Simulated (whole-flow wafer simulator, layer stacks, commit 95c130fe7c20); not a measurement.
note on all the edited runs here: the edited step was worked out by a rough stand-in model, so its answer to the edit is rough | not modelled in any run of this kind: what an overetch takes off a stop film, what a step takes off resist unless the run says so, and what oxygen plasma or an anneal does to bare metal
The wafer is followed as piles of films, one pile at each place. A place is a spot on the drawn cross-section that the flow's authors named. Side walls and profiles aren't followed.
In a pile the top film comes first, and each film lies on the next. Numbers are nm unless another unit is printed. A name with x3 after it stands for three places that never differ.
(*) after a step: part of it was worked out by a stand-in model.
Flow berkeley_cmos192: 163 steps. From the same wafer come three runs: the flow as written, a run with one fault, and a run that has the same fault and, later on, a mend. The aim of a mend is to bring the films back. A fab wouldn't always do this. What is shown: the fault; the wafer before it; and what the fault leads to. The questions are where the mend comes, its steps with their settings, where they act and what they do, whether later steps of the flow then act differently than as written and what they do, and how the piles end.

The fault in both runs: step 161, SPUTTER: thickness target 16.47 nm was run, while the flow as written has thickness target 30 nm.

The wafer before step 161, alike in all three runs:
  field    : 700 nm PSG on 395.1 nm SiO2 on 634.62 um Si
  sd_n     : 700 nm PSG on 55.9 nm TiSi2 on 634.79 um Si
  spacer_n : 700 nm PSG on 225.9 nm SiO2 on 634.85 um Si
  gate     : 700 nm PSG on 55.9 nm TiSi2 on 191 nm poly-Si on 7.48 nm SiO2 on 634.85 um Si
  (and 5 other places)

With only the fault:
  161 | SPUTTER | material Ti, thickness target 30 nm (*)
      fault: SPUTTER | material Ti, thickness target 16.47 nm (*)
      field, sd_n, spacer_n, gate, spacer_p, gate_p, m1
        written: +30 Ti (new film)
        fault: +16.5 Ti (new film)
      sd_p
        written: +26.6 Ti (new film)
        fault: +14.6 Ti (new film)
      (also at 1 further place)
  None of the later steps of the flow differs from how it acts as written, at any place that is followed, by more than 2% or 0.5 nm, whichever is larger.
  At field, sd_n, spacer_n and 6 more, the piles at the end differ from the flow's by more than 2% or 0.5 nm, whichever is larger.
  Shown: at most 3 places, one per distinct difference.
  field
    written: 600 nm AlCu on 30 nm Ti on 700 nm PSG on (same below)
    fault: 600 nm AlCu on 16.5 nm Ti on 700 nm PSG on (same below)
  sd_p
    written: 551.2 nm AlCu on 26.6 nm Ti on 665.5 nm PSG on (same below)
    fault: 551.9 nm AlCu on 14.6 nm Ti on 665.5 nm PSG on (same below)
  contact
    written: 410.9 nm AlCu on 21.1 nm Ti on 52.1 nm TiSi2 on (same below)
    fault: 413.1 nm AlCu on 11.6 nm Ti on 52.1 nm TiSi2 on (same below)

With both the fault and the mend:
  After step 161 comes the mend.
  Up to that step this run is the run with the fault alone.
  161a | SPUTTER | material Ti, thickness target 13.34 nm (*) (a further turn of the flow's step 161, with different settings)
      field, sd_n, spacer_n, gate, spacer_p, gate_p, m1
        +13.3 Ti
      sd_p
        +11.8 Ti
      contact
        +9.33 Ti
  None of the later steps of the flow acts differently than as written at any place that is followed.
  The piles end only slightly different from the flow's at the places that both follow, by no more than 2% or 0.5 nm, whichever is larger.
